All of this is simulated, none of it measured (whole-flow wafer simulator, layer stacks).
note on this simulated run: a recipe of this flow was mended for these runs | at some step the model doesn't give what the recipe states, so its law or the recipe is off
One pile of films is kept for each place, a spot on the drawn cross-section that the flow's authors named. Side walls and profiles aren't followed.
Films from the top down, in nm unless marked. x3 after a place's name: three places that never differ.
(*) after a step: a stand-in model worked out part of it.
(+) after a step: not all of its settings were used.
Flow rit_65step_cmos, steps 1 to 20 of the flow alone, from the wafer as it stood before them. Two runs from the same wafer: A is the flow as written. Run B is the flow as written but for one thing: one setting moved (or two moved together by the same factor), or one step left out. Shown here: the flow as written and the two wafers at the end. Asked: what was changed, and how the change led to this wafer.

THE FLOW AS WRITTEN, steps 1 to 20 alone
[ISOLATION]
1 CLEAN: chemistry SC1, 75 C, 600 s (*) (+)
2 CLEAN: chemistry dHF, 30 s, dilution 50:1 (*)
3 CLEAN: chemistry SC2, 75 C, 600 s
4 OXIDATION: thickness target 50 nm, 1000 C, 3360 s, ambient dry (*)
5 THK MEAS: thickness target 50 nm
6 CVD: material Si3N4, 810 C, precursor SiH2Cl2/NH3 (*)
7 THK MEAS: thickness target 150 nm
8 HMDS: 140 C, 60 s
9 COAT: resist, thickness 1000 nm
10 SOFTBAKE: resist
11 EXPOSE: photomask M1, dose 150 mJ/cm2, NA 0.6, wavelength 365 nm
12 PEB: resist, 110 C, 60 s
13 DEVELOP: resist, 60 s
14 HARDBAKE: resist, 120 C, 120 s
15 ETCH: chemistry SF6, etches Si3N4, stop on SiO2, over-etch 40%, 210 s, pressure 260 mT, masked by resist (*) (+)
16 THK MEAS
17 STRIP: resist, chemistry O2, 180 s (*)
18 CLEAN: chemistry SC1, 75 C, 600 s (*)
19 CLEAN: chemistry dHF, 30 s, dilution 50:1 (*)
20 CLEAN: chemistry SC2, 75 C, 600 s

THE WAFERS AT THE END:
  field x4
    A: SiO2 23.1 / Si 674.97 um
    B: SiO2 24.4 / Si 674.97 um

The cause: step 18, CLEAN: 240 s was run, where the flow has 600 s.

How the change led to this, step by step:
  18 CLEAN: chemistry SC1, 75 C, 600 s (*)
      field x4: A SiO2 -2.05 | B SiO2 -0.82
